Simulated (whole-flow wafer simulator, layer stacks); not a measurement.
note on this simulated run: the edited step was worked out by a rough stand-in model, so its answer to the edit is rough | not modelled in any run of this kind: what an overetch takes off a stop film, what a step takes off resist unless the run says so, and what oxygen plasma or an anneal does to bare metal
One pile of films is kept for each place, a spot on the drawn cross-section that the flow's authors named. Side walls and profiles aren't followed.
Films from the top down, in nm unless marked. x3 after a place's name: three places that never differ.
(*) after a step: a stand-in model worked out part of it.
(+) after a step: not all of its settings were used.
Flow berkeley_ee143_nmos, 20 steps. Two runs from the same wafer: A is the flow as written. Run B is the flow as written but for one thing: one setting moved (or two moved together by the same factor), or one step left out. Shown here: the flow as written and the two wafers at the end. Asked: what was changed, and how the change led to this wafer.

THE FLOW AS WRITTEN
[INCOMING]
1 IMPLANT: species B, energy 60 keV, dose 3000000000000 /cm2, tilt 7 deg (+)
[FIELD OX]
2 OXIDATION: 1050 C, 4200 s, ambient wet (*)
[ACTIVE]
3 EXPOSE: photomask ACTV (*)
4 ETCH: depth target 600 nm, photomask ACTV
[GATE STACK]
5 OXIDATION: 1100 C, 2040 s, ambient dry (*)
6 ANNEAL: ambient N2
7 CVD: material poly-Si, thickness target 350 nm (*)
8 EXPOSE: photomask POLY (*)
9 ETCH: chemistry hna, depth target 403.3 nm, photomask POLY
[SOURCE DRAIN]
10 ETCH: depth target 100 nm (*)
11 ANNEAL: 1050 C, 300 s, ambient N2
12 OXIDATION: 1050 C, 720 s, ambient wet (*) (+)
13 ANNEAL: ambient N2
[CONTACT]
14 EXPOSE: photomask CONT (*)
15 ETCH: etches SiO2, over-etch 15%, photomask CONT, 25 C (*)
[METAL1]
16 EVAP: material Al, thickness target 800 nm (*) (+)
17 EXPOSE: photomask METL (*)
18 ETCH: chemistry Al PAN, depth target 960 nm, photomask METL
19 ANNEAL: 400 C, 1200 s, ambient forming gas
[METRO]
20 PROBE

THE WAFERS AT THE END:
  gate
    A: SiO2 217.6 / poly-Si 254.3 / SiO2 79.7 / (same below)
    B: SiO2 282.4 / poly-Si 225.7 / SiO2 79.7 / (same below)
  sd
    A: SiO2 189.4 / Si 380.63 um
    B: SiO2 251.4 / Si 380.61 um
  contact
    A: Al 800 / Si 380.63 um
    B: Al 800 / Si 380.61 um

The cause: step 12, OXIDATION: 1080 s was run, where the flow has 720 s.

How the change led to this, step by step:
  12 OXIDATION: 1050 C, 720 s, ambient wet (*) (+)
      sd, contact: A SiO2 +189.4 (new film), Si -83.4 | B SiO2 +251.4 (new film), Si -110.6
      gate: A SiO2 +217.6 (new film), poly-Si -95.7 | B SiO2 +282.4 (new film), poly-Si -124.3
      (and at 1 more place)
  15 ETCH: etches SiO2, over-etch 15%, photomask CONT, 25 C (*)
      contact: A SiO2 -189.4 (all of it) | B SiO2 -251.4 (all of it)
